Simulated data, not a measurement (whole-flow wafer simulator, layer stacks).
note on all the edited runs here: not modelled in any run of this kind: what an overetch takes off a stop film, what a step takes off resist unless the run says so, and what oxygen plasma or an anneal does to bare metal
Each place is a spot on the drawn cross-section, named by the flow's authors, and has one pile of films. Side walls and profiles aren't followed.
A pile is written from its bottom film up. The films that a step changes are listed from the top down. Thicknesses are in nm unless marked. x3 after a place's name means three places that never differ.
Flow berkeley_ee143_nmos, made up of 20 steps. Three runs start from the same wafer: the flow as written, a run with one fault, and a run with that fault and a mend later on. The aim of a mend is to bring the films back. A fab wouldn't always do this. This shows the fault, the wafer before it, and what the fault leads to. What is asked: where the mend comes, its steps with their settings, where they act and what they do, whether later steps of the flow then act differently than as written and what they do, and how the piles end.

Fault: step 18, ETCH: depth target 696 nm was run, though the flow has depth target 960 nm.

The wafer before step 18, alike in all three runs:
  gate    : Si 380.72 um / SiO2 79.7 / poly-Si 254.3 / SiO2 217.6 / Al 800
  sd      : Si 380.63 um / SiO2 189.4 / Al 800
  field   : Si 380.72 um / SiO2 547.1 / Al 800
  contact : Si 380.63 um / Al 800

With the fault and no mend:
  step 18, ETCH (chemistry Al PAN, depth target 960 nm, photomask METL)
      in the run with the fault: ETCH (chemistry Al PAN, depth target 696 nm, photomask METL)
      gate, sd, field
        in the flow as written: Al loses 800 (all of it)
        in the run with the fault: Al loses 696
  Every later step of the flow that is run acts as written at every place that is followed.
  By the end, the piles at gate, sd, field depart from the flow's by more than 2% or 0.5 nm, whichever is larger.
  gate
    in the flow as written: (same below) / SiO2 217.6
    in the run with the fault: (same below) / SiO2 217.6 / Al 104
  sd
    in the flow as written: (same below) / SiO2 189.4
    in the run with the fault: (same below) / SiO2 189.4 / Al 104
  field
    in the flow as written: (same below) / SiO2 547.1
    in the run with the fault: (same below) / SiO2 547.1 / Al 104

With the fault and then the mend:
  After step 18 comes the mend.
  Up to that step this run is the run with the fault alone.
  step 18a, ETCH (chemistry Al PAN, depth target 264 nm, photomask METL) (the flow's step 18 again, with other settings)
      gate, sd, field
        Al loses 104 (all of it)
  Every later step of the flow that is run acts as written at every place that is followed.
  By the end, the piles equal the flow's at every place that both follow.
